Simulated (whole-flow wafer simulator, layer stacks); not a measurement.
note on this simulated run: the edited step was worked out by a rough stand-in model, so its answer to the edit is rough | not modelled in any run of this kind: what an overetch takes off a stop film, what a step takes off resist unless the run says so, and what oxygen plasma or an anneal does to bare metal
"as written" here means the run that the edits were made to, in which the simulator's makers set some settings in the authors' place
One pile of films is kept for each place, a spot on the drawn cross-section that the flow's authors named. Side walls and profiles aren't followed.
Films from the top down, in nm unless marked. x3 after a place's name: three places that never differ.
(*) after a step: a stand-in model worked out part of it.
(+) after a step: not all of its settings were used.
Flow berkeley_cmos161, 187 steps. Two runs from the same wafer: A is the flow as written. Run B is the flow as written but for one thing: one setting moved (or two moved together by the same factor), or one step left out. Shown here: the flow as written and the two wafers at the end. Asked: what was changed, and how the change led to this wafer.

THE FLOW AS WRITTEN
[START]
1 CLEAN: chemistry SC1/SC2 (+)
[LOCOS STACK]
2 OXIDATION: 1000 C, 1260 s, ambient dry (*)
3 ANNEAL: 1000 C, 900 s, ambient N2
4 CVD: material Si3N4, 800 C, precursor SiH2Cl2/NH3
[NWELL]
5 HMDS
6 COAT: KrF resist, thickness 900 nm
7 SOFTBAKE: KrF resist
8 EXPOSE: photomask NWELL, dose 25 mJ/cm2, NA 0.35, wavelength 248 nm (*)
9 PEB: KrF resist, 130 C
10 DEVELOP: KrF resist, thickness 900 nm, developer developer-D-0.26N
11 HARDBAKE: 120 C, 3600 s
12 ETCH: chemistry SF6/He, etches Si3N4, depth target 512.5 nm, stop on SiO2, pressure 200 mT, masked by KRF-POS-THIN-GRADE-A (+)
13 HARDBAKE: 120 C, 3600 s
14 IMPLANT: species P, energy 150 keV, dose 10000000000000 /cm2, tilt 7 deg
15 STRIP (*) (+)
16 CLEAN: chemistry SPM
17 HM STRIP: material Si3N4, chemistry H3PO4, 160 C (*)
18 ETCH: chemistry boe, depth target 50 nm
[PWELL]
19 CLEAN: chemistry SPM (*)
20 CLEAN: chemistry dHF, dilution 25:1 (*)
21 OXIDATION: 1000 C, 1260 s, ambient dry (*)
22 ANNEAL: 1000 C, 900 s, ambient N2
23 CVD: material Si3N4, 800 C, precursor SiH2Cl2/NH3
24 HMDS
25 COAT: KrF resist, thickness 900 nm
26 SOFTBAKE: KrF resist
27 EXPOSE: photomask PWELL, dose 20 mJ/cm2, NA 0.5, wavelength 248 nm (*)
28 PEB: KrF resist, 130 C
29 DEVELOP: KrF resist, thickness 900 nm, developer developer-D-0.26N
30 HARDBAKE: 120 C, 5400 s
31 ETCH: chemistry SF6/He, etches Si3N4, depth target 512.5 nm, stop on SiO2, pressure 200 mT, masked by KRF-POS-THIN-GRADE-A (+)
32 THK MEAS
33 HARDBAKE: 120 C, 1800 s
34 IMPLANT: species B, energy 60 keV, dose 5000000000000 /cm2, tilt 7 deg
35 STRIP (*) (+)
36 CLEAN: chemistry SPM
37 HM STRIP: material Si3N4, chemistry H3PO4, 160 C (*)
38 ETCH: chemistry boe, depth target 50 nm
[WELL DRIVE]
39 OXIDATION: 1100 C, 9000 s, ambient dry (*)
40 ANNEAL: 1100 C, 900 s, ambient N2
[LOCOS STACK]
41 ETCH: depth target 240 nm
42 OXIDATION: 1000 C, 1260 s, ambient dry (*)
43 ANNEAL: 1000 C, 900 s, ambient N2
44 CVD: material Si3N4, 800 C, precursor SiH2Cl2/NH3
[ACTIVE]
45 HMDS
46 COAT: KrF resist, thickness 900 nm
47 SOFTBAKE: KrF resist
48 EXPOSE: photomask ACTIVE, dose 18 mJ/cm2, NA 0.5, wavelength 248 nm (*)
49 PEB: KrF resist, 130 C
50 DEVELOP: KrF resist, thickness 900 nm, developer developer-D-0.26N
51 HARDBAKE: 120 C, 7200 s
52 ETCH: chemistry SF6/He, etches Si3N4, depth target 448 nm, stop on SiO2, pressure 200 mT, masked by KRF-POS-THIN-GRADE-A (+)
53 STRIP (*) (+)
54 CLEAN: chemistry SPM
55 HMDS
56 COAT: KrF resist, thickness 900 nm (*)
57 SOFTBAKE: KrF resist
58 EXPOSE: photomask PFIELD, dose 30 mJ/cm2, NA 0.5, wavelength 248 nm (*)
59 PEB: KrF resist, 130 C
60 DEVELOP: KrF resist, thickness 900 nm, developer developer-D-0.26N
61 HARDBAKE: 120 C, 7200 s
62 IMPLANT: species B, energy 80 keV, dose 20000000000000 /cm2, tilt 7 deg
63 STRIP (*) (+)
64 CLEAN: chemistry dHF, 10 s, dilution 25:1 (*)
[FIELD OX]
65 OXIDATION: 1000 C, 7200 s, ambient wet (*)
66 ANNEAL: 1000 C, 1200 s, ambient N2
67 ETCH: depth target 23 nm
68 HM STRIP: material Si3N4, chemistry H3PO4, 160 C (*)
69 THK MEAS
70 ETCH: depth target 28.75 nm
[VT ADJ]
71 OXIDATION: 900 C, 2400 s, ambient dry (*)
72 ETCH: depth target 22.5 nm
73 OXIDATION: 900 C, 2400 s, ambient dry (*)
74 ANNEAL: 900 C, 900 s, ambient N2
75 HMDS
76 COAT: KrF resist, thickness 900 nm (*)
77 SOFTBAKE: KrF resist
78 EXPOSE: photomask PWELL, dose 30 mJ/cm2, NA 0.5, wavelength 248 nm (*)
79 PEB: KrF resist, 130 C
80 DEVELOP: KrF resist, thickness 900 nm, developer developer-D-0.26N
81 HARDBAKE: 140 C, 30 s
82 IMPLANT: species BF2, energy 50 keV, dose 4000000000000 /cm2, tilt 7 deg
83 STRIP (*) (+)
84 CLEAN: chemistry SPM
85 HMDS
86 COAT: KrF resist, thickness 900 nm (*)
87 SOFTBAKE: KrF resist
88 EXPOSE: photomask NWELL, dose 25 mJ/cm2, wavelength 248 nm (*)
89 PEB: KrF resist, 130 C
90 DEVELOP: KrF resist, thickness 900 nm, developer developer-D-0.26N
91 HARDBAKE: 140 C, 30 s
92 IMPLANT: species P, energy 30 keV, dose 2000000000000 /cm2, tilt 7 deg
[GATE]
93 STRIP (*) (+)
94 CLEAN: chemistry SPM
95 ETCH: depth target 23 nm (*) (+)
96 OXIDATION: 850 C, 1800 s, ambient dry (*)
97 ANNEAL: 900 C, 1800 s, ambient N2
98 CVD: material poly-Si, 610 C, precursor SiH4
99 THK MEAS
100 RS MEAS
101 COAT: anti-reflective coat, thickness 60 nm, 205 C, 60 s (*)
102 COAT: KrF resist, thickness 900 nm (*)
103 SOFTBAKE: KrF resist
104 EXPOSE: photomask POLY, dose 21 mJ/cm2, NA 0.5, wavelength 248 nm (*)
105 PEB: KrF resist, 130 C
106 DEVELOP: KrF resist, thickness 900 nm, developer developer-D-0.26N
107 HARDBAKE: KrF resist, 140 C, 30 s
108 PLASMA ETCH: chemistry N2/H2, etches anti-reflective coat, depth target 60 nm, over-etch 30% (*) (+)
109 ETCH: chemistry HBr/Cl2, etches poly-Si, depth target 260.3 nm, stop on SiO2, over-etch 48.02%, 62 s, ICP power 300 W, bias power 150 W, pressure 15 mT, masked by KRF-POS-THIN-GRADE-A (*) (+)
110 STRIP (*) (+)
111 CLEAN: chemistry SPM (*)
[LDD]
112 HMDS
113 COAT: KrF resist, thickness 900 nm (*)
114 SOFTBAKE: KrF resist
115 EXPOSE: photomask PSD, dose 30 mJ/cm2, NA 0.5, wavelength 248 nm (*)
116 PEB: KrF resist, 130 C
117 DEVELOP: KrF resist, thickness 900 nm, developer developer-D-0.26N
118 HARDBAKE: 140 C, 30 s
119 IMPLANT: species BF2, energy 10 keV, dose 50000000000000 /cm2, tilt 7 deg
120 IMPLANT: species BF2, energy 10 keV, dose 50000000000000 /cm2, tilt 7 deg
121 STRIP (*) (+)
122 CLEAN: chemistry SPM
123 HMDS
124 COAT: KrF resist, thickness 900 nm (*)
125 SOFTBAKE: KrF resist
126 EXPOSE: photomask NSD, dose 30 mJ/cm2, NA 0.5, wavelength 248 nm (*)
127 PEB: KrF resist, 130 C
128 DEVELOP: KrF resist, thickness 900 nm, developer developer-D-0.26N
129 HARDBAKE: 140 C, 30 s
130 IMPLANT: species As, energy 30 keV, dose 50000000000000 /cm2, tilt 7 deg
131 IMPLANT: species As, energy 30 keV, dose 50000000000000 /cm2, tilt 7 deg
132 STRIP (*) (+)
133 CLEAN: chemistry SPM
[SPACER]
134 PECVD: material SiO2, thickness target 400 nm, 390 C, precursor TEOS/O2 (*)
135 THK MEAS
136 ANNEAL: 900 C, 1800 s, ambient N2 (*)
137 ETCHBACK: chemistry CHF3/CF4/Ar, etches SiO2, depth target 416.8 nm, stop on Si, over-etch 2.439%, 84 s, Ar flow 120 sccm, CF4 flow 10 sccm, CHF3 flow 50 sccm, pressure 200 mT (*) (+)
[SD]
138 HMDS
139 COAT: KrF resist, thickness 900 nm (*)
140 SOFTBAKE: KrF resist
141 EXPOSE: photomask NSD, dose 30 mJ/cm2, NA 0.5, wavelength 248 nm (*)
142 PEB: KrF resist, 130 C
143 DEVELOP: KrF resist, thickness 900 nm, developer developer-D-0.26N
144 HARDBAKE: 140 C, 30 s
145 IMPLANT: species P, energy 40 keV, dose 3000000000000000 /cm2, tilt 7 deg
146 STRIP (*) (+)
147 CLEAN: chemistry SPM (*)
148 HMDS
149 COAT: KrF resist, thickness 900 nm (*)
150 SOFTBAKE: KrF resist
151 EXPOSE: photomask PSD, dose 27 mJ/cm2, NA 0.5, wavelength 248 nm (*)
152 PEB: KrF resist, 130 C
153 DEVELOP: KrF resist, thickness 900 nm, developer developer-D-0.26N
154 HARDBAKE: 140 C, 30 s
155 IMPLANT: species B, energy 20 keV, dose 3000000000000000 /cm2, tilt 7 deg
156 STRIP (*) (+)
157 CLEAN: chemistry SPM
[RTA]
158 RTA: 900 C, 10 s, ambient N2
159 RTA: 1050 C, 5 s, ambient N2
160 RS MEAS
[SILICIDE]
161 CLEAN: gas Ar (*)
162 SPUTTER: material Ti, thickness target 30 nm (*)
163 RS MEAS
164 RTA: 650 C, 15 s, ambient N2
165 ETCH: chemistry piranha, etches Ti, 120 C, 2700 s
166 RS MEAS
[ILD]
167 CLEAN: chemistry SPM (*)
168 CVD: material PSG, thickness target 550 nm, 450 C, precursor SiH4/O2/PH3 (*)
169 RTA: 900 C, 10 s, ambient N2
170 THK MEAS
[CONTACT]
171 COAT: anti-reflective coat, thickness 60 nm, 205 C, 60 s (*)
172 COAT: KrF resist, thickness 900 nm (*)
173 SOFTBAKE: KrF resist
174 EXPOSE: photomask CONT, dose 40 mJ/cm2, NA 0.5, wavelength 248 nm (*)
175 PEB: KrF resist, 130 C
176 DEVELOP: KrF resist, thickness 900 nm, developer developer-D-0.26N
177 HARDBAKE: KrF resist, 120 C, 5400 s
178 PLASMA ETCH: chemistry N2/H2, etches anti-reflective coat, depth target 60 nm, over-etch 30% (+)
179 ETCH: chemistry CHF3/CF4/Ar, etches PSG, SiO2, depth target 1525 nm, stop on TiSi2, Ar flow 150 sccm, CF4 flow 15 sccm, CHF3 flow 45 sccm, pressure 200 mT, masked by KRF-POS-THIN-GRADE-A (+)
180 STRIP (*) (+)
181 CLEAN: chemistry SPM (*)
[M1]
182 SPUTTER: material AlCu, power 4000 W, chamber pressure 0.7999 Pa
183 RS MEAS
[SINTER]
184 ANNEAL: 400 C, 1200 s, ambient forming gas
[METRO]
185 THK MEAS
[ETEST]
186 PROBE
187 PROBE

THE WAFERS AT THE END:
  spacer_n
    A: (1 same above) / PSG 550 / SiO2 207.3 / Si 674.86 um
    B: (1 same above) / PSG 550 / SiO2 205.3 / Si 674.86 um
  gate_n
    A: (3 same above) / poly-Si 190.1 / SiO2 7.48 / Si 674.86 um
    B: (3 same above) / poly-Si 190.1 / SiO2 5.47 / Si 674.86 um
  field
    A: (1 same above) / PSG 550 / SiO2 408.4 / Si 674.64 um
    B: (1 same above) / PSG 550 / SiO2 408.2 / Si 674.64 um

The cause: step 96, OXIDATION: 1033 s was run, where the flow has 1800 s.

How the change led to this, step by step:
  96 OXIDATION: 850 C, 1800 s, ambient dry (*)
      sd_n, spacer_n, gate_n, sd_p, spacer_p, gate_p, contact, m1: A SiO2 +7.48 (new film), Si -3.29 | B SiO2 +5.47 (new film), Si -2.41
